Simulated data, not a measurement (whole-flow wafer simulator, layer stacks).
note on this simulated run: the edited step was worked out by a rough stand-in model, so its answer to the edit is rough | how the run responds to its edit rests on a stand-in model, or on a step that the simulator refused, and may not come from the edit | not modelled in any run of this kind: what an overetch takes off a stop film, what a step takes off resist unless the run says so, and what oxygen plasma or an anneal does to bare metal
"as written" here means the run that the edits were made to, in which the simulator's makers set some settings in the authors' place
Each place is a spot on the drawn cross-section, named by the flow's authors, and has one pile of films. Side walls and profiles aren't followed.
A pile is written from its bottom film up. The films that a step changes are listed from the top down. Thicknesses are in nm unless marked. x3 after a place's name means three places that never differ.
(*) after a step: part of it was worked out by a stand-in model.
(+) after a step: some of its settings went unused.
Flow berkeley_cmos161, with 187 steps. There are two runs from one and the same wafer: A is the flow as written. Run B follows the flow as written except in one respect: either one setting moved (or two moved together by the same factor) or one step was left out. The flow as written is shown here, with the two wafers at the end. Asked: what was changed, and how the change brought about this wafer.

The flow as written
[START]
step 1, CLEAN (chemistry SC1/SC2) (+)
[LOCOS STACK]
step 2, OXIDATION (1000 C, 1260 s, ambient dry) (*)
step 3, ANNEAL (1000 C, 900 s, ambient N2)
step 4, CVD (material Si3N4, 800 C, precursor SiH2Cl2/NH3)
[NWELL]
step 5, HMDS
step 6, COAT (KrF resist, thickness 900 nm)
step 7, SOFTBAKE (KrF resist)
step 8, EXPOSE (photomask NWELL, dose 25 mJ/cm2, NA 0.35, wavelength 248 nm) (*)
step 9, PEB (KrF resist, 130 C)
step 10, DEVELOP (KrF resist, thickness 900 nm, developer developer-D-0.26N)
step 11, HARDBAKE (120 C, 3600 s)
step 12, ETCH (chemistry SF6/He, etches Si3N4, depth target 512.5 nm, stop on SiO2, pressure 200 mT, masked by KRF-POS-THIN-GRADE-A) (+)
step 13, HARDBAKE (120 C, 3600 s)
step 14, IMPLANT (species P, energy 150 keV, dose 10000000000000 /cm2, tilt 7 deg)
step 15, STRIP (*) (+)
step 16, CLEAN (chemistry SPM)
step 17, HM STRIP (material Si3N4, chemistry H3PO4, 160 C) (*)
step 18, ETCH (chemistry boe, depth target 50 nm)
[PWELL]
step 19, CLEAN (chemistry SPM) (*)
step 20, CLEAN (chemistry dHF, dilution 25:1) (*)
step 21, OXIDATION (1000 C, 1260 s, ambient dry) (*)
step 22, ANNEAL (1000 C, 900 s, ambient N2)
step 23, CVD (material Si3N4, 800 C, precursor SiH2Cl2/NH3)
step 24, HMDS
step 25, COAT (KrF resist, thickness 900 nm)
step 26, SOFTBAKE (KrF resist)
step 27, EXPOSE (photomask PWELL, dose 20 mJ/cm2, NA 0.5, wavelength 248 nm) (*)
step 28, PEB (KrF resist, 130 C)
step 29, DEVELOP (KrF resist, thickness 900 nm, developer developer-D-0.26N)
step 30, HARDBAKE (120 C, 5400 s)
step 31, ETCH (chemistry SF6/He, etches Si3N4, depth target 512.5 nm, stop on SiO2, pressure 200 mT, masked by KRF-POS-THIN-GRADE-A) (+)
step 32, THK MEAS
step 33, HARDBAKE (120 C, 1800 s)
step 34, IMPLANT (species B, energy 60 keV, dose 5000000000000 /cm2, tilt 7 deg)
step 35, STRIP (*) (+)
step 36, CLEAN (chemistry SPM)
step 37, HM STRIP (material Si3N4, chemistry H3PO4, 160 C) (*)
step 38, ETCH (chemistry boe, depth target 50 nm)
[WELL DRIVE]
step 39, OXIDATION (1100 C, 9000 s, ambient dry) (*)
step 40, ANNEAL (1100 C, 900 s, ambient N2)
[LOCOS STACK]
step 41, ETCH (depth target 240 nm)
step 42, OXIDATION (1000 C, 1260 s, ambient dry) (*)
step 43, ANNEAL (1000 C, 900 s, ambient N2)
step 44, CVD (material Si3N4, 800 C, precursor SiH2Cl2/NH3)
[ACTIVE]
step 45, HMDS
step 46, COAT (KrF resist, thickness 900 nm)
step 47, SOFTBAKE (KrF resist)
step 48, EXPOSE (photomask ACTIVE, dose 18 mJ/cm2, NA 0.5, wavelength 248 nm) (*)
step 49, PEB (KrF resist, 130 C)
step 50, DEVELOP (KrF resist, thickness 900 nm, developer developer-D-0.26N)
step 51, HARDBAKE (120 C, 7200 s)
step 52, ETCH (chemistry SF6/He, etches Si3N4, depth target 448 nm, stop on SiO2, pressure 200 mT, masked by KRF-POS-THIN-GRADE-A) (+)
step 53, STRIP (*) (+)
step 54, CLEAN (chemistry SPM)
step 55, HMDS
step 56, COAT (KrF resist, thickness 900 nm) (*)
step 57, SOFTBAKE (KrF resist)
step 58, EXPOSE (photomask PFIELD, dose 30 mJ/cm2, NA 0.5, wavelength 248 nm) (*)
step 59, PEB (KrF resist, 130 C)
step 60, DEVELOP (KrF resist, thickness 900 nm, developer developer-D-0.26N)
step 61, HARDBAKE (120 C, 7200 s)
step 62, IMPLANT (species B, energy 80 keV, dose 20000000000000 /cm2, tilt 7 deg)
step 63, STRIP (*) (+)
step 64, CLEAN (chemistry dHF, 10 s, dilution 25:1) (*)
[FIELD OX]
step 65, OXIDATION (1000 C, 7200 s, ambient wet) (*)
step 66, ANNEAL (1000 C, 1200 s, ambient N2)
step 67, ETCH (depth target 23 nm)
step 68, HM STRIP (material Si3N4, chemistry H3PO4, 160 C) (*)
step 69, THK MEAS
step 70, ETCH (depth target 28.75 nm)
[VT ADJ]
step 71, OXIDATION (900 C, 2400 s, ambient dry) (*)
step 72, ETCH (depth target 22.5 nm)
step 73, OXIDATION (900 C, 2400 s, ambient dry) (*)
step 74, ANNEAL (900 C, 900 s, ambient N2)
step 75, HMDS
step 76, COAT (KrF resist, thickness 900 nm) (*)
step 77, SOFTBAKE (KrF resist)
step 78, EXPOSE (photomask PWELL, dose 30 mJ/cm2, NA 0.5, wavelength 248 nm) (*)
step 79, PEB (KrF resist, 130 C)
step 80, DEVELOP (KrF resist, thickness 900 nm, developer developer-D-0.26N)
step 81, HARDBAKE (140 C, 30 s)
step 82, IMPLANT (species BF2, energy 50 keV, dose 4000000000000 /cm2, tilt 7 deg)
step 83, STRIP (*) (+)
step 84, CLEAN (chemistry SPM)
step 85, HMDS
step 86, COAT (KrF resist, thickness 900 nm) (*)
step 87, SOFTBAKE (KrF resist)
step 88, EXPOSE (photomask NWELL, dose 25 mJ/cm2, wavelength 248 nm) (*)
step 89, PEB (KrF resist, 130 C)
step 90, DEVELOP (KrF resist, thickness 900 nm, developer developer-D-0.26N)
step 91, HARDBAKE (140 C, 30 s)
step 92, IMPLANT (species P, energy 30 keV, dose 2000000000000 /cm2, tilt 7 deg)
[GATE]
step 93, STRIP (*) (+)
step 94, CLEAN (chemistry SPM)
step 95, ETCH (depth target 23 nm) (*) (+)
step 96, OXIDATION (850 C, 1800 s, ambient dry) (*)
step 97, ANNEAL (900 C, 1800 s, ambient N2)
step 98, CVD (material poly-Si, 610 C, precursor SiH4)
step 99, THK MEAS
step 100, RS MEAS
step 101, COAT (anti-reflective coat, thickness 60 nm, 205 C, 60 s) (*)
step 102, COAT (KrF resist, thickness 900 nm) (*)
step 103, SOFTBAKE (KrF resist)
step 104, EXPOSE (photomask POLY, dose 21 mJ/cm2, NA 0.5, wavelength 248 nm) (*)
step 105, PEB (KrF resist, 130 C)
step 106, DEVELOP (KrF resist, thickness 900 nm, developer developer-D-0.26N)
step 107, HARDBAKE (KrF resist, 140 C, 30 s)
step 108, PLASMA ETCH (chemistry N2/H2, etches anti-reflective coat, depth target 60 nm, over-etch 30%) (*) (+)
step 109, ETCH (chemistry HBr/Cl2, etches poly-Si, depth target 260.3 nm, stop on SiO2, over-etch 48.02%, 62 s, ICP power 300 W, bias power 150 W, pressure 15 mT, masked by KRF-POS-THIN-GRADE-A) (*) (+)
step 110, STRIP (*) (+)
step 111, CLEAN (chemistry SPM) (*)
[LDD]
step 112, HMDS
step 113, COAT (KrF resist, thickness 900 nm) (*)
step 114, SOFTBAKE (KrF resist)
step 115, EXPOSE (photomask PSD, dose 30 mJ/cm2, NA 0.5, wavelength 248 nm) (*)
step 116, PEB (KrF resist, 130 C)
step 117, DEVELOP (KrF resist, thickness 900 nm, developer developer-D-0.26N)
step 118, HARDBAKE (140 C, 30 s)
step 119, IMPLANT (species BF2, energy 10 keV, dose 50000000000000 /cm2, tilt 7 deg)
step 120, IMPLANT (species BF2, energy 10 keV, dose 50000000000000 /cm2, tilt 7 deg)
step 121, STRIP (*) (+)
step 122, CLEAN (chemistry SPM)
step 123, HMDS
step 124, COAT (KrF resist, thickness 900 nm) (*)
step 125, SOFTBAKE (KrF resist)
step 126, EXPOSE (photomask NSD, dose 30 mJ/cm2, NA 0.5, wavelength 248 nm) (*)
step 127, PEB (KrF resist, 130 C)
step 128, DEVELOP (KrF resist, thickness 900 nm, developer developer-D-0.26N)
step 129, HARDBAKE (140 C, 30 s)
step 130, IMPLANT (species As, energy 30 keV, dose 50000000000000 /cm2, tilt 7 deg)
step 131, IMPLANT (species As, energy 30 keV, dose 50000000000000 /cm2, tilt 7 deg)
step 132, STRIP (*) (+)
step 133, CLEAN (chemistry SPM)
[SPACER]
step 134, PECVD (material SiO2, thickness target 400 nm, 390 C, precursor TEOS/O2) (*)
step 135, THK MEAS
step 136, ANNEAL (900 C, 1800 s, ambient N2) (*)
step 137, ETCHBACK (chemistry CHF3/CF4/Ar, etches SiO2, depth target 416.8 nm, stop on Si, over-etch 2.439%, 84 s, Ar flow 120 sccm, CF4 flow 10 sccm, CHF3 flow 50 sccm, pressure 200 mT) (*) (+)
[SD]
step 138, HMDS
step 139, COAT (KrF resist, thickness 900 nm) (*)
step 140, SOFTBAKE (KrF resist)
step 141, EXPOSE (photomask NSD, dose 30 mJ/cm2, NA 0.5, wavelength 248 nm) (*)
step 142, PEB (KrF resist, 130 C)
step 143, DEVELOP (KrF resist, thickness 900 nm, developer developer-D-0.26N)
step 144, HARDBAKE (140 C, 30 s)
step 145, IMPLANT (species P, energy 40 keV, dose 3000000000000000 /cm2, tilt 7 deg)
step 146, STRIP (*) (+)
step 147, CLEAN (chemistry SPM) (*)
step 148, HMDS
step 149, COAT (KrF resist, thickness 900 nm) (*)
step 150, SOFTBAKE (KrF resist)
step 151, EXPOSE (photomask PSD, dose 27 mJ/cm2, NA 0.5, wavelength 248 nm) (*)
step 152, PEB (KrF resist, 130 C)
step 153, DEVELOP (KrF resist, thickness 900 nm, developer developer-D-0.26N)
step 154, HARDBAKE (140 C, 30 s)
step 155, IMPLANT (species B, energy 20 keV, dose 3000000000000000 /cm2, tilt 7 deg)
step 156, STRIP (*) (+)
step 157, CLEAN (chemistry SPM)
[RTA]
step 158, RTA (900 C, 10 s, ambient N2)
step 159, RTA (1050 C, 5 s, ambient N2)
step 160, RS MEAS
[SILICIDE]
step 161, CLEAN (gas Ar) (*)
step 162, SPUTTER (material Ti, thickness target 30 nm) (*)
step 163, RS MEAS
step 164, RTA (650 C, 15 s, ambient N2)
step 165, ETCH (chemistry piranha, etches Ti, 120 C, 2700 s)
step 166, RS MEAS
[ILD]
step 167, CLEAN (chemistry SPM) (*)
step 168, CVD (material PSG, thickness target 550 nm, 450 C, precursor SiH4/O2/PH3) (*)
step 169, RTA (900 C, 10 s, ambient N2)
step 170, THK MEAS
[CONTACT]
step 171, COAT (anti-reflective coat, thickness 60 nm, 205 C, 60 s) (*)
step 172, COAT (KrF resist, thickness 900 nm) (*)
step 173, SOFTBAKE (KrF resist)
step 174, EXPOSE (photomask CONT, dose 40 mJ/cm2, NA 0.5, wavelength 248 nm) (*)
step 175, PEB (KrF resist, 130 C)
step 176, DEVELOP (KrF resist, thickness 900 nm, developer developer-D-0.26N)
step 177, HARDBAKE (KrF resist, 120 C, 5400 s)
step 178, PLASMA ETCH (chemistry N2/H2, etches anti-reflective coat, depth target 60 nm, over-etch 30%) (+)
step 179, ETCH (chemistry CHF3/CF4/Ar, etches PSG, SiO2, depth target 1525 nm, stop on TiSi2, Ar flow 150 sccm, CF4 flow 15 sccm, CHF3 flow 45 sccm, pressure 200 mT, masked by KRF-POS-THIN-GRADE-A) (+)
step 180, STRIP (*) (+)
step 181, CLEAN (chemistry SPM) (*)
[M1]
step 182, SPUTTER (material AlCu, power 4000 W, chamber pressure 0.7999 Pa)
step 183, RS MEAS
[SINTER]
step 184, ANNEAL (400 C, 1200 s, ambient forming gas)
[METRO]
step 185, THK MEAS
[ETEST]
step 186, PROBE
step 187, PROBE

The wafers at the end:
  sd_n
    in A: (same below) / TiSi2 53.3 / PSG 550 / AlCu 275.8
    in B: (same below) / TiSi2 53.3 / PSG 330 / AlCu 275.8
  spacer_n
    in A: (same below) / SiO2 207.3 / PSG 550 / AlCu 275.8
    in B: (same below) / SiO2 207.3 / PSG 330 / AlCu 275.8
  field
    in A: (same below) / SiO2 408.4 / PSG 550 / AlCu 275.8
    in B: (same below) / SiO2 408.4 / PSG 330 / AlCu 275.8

What caused this: step 168, CVD: thickness target 330 nm was run, while the flow as written has thickness target 550 nm.
One can read it off the wafer: sd_n has PSG 330, and step 168 as written asks for 550 nm.

Step by step, how the change led to this:
  step 168, CVD (material PSG, thickness target 550 nm, 450 C, precursor SiH4/O2/PH3) (*)
      field, sd_n, spacer_n, gate_n, spacer_p, gate_p, contact, m1: A +550 PSG (new film) | B +330 PSG (new film)
      sd_p: A +521.9 PSG (new film) | B +315 PSG (new film)
  step 171, COAT (anti-reflective coat, thickness 60 nm, 205 C, 60 s) (*)
      field: A +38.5 anti-reflective coat (new film) | B +37.1 anti-reflective coat (new film)
      sd_n: A +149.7 anti-reflective coat (new film) | B +144.4 anti-reflective coat (new film)
      (also at 5 further places)
  step 178, PLASMA ETCH (chemistry N2/H2, etches anti-reflective coat, depth target 60 nm, over-etch 30%) (+)
      field, sd_n, spacer_n, gate_n, sd_p, spacer_p, gate_p, m1: A -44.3 KrF resist | B -42.3 KrF resist
      contact: A -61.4 anti-reflective coat (all of it), -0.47 PSG | B -58.5 anti-reflective coat (all of it), -0.45 PSG
  step 179, ETCH (chemistry CHF3/CF4/Ar, etches PSG, SiO2, depth target 1525 nm, stop on TiSi2, Ar flow 150 sccm, CF4 flow 15 sccm, CHF3 flow 45 sccm, pressure 200 mT, masked by KRF-POS-THIN-GRADE-A) (+)
      field, spacer_n, gate_n, spacer_p, m1: A -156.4 KrF resist | B -101.4 KrF resist
      sd_n, sd_p, gate_p: A -156.4 KrF resist | B -101.5 KrF resist
      (also at 1 further place)
  step 180, STRIP (*) (+)
      field: A -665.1 KrF resist (all of it), -38.5 anti-reflective coat (all of it) | B -721.5 KrF resist (all of it), -37.1 anti-reflective coat (all of it)
      sd_n: A -692.5 KrF resist (all of it), -149.7 anti-reflective coat (all of it) | B -753.3 KrF resist (all of it), -144.4 anti-reflective coat (all of it)
      (also at 6 further places)
  step 182, SPUTTER (material AlCu, power 4000 W, chamber pressure 0.7999 Pa)
      contact: A +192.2 AlCu (new film) | B +223.3 AlCu (new film)
